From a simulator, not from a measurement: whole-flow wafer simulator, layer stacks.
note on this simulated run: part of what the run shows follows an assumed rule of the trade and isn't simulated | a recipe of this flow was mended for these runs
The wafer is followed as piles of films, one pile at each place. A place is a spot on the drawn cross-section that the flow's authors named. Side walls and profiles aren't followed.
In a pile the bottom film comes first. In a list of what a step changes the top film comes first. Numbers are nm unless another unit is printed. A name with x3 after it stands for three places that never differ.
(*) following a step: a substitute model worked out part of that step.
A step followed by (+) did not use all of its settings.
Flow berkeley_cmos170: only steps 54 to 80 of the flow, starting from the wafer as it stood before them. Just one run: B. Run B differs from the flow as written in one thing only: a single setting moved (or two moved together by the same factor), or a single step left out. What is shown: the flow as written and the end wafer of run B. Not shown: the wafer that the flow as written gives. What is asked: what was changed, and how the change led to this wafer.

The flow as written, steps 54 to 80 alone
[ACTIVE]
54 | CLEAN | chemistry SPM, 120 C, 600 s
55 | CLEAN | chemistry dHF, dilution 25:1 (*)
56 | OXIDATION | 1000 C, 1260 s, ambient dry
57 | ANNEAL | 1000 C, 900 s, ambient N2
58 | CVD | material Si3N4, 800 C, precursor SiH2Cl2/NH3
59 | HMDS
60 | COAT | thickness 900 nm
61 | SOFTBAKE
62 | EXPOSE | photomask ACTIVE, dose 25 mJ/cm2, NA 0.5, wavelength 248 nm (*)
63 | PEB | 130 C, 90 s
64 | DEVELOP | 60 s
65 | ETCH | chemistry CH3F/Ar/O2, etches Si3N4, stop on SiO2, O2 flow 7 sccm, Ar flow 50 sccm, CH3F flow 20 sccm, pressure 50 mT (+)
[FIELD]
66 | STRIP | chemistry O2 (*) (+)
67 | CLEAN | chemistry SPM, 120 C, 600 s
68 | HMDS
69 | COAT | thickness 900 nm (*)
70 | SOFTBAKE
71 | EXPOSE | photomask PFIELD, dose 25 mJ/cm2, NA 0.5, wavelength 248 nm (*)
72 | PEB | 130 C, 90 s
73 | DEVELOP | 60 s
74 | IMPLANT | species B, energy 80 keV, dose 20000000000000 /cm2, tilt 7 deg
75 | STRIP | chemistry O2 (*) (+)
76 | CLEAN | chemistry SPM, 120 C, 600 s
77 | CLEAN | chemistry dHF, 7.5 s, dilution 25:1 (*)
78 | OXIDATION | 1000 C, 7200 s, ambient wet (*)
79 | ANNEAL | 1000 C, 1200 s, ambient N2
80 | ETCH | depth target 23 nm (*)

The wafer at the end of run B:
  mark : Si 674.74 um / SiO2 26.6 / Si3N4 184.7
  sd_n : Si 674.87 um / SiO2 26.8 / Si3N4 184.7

Cause: step 58, CVD: 788 C was run, though the flow has 800 C.

The path from the change to this, step by step:
  58 | CVD | material Si3N4, 800 C, precursor SiH2Cl2/NH3
      field, mark, sd_n and 10 more: +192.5 Si3N4 (new film) (in the flow as written it would be: +220 Si3N4 (new film))
  65 | ETCH | chemistry CH3F/Ar/O2, etches Si3N4, stop on SiO2, O2 flow 7 sccm, Ar flow 50 sccm, CH3F flow 20 sccm, pressure 50 mT (+)
      mark, sd_n, spacer_n and 9 more: -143 KrF-resist (in the flow as written it would be: -161.3 KrF-resist)
      field: -192.5 Si3N4 (all of it), -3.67 SiO2 (in the flow as written it would be: -220 Si3N4 (all of it), -3.67 SiO2)
  66 | STRIP | chemistry O2 (*) (+)
      mark, sd_n, spacer_n and 9 more: -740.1 KrF-resist (all of it) (in the flow as written it would be: -721.7 KrF-resist (all of it))
